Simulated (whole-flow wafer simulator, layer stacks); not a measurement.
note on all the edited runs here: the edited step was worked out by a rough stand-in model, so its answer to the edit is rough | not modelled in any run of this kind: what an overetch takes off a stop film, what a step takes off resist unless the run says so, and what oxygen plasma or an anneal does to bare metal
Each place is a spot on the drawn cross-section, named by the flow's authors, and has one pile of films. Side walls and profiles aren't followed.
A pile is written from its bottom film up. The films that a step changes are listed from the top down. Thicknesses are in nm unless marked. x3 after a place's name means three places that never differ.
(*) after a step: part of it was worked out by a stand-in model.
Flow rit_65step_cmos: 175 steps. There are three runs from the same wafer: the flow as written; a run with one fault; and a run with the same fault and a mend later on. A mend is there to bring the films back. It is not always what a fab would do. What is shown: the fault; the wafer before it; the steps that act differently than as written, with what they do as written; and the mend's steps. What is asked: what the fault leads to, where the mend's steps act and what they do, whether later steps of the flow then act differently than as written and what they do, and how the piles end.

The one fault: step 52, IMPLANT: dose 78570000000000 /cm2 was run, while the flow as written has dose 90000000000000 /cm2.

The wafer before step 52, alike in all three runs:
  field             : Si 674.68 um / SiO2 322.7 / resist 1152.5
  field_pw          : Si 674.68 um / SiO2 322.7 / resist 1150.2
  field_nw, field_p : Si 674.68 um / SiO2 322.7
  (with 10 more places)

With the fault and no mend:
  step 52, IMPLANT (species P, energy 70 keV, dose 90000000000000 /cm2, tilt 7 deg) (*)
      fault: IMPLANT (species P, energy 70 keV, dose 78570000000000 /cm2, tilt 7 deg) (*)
      at every place that is followed, does what it does as written
  Later steps of the flow acting differently than as written (not shown: 35 more steps that differ only slightly, by at most 2% or 0.5 nm, whichever is larger):
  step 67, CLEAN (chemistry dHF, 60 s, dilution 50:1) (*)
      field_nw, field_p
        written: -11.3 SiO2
        fault: -10.7 SiO2
  The piles end only slightly different from the flow's at the places that both follow, by no more than 2% or 0.5 nm, whichever is larger.

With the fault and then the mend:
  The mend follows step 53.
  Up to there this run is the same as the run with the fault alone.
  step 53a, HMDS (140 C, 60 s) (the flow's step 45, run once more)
      does not change any film at any place that is followed
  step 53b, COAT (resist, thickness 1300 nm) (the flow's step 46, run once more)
      gate_n, gate_p, spacer, spacer_p, contact
        +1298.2 resist (new film)
      active_n, active_p, sd_p
        +1297.4 resist (new film)
      field_pw, field_nw
        +1313 resist (new film)
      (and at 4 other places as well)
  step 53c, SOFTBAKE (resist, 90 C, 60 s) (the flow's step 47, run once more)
      does not change any film at any place that is followed
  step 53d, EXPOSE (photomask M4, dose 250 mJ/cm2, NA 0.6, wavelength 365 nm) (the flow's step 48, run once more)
      does not change any film at any place that is followed
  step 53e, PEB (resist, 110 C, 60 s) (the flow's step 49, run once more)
      gate_n, gate_p, spacer, spacer_p, contact, m1
        -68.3 resist
      active_n, active_p, sd_n, sd_p
        -68.2 resist
      field, field_p
        -69.2 resist
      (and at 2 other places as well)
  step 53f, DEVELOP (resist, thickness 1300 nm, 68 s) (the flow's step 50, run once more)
      gate_p, spacer_p
        -1229.9 resist (all of it)
      field_nw
        -1243.9 resist (all of it)
      field_p
        -1246.4 resist (all of it)
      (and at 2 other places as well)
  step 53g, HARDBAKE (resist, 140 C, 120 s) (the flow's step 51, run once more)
      active_n, gate_n, spacer, contact, m1
        -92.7 resist
      field
        -94 resist
      field_pw
        -93.8 resist
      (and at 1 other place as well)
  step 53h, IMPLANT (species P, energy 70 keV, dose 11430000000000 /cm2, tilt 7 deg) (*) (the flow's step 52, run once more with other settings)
      does not change any film at any place that is followed
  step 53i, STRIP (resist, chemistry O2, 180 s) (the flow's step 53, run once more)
      gate_n, spacer, contact
        -1137.2 resist (all of it)
      field
        -1152.5 resist (all of it)
      field_pw
        -1150.2 resist (all of it)
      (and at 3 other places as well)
  Every later step of the flow that is run acts as written at every place that is followed.
  At every place that both follow, the piles at the end match the flow's.
